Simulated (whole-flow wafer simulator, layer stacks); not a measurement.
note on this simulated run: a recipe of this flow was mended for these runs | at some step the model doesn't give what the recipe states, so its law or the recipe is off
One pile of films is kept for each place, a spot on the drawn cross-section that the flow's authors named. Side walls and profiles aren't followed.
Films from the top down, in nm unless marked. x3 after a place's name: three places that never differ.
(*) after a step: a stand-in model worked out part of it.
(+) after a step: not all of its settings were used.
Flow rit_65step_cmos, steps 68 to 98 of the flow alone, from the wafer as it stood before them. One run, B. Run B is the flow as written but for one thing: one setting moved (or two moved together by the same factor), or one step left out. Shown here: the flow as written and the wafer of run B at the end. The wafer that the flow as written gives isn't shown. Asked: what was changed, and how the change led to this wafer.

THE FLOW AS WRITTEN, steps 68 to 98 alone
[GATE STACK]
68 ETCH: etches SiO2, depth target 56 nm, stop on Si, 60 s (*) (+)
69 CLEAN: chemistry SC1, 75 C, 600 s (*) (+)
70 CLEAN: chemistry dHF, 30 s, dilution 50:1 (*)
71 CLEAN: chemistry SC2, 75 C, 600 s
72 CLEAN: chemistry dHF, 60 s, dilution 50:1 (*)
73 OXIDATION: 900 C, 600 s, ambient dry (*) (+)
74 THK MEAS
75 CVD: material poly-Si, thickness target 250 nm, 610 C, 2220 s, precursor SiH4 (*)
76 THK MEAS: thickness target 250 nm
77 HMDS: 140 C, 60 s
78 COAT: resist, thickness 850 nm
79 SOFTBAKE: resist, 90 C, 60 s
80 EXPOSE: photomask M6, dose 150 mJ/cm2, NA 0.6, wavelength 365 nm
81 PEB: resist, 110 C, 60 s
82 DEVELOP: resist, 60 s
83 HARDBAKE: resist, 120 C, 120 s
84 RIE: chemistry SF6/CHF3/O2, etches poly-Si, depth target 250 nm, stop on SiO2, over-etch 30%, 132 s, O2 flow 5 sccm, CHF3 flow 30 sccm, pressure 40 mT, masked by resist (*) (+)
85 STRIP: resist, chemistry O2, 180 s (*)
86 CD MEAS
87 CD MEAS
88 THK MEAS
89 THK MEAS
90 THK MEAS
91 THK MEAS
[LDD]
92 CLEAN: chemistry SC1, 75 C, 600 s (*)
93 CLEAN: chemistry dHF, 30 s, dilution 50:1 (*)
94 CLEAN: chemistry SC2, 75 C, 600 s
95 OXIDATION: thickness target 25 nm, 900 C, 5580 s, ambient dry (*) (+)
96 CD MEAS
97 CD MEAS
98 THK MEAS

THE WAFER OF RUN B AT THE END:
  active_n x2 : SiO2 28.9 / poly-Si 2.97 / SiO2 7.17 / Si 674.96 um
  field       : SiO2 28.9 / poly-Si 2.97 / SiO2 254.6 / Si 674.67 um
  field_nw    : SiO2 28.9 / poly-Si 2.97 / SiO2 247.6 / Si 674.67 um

The cause: step 75, CVD: thickness target 345 nm was run, where the flow has thickness target 250 nm; step 75, CVD: 3059 s was run, where the flow has 2220 s.

How the change led to this, step by step:
  75 CVD: material poly-Si, thickness target 250 nm, 610 C, 2220 s, precursor SiH4 (*)
      field, field_pw, field_nw and 11 more: poly-Si +345 (new film) (as written it would be: poly-Si +250 (new film))
  84 RIE: chemistry SF6/CHF3/O2, etches poly-Si, depth target 250 nm, stop on SiO2, over-etch 30%, 132 s, O2 flow 5 sccm, CHF3 flow 30 sccm, pressure 40 mT, masked by resist (*) (+)
      field, field_pw, field_nw and 9 more: poly-Si -325 (as written it would be: poly-Si -250 (all of it), SiO2 -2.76)
  85 STRIP: resist, chemistry O2, 180 s (*)
      field, field_pw, field_nw and 9 more: chemical SiO2 +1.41 (new film), poly-Si -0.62 (as written it would be: nothing)
  92 CLEAN: chemistry SC1, 75 C, 600 s (*)
      field, field_pw, field_nw and 9 more: chemical SiO2 -0.81, poly-Si -3.7 (as written it would be: SiO2 -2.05)
  93 CLEAN: chemistry dHF, 30 s, dilution 50:1 (*)
      active_n x2, spacer, spacer_p, sd_n, sd_p, contact, m1: chemical SiO2 -0.6 (all of it) (as written it would be: SiO2 -2.36 (all of it))
      field, field_pw, field_nw, field_p: chemical SiO2 -0.6 (all of it) (as written it would be: SiO2 -2.78)
  95 OXIDATION: thickness target 25 nm, 900 C, 5580 s, ambient dry (*) (+)
      active_n x2, spacer, spacer_p, sd_n, sd_p, contact, m1: SiO2 +28.9 (new film), chemical SiO2 -0.4 (all of it), poly-Si -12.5 (as written it would be: SiO2 +26.5 (new film), chemical SiO2 -0.4 (all of it), Si -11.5)
      field, field_pw: SiO2 +28.9 (new film), chemical SiO2 -0.4 (all of it), poly-Si -12.5 (as written it would be: SiO2 +6.43, Si -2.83)
      (and at 2 more places)
